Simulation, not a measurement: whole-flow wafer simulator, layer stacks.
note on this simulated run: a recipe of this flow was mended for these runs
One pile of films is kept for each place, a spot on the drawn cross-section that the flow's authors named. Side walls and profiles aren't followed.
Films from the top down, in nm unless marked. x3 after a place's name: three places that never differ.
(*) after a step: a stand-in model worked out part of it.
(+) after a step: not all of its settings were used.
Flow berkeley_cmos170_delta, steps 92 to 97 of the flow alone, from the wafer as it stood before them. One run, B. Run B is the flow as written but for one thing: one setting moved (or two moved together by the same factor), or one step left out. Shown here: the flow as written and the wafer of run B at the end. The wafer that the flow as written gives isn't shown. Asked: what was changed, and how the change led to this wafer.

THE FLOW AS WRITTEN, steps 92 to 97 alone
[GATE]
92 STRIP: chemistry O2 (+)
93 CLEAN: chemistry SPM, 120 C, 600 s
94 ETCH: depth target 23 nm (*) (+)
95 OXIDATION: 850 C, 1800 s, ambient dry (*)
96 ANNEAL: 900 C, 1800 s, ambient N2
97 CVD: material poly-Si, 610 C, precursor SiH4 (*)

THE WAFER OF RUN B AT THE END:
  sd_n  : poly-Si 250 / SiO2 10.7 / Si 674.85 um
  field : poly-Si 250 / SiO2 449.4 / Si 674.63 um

The cause: step 95, OXIDATION: 885 C was run, where the flow has 850 C.

How the change led to this, step by step:
  95 OXIDATION: 850 C, 1800 s, ambient dry (*)
      sd_n, spacer_n, gate, sd_p, spacer_p x2, contact, m1: SiO2 +10.7 (new film), Si -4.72 (as written it would be: SiO2 +7.48 (new film), Si -3.29)
